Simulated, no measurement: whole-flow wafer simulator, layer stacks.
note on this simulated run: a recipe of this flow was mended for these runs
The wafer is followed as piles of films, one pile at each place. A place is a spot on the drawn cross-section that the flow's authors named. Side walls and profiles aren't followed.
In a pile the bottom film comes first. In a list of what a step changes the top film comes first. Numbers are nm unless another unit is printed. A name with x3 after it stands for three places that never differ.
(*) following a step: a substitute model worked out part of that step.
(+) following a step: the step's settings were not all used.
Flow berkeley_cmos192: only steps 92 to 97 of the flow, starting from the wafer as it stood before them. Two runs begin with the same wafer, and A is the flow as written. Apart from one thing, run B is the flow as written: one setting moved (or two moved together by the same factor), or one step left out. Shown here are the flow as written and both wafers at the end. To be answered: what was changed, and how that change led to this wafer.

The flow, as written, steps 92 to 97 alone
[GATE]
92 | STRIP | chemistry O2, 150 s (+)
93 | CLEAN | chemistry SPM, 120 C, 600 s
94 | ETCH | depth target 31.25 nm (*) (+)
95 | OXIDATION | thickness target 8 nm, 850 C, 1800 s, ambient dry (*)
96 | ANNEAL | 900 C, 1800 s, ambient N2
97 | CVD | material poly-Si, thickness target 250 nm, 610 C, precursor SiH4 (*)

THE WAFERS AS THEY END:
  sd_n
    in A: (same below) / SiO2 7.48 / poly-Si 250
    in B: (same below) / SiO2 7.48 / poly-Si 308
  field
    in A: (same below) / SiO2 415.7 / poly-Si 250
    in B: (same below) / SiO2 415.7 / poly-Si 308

The reason: step 97, CVD: thickness target 308 nm was run, though the flow has thickness target 250 nm.
One can read it off the wafer: sd_n has poly-Si 308, and step 97 as written asks for 250 nm.

How this came from the change, step by step:
  97 | CVD | material poly-Si, thickness target 250 nm, 610 C, precursor SiH4 (*)
      field, sd_n, spacer_n, gate, sd_p, spacer_p x2, contact, m1: A +250 poly-Si (new film) | B +308 poly-Si (new film)
